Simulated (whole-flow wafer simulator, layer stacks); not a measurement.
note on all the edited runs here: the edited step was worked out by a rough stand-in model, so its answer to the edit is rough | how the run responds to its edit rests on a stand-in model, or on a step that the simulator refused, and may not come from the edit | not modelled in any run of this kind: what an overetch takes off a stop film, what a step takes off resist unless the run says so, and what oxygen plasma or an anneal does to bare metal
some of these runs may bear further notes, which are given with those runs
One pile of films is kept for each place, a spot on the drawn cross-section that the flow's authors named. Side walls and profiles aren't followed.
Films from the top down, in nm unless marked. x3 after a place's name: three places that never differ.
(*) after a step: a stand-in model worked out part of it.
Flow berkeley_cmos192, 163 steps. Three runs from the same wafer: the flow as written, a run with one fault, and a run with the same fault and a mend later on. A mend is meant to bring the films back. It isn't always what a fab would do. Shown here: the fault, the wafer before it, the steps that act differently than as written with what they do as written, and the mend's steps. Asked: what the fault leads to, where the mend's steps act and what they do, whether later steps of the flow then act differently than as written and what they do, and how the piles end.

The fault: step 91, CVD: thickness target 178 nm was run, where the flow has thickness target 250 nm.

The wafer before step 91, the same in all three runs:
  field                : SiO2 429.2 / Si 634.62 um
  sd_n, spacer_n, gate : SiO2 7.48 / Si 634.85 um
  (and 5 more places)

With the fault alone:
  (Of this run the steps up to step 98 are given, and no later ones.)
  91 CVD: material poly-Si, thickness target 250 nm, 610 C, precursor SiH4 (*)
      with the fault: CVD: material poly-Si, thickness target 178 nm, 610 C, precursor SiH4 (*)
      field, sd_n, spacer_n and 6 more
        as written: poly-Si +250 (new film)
        with the fault: poly-Si +178 (new film)
  No later step of the flow up to step 98 acts differently than as written, at any place that is followed, by more than 2% or 0.5 nm, whichever is larger.
  After step 98 the piles differ from the flow's by more than 2% or 0.5 nm, whichever is larger, at field, sd_n, spacer_n and 6 more.
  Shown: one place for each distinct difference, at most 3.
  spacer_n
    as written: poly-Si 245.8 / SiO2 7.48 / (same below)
    with the fault: poly-Si 173.8 / SiO2 7.48 / (same below)
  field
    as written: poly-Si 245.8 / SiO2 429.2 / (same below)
    with the fault: poly-Si 173.8 / SiO2 429.2 / (same below)
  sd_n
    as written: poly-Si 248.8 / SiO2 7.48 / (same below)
    with the fault: poly-Si 176.8 / SiO2 7.48 / (same below)

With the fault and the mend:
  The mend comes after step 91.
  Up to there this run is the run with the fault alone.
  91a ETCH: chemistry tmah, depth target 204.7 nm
      field, sd_n, spacer_n and 6 more
        poly-Si -178 (all of it)
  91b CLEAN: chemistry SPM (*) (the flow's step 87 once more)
      changes no film at any place that is followed
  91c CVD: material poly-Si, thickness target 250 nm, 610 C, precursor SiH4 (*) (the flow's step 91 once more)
      field, sd_n, spacer_n and 6 more
        poly-Si +250 (new film)
  No later step of the flow acts differently than as written, at any place that is followed, by more than 2% or 0.5 nm, whichever is larger.
  At the end the piles are the same as the flow's at every place that both follow.
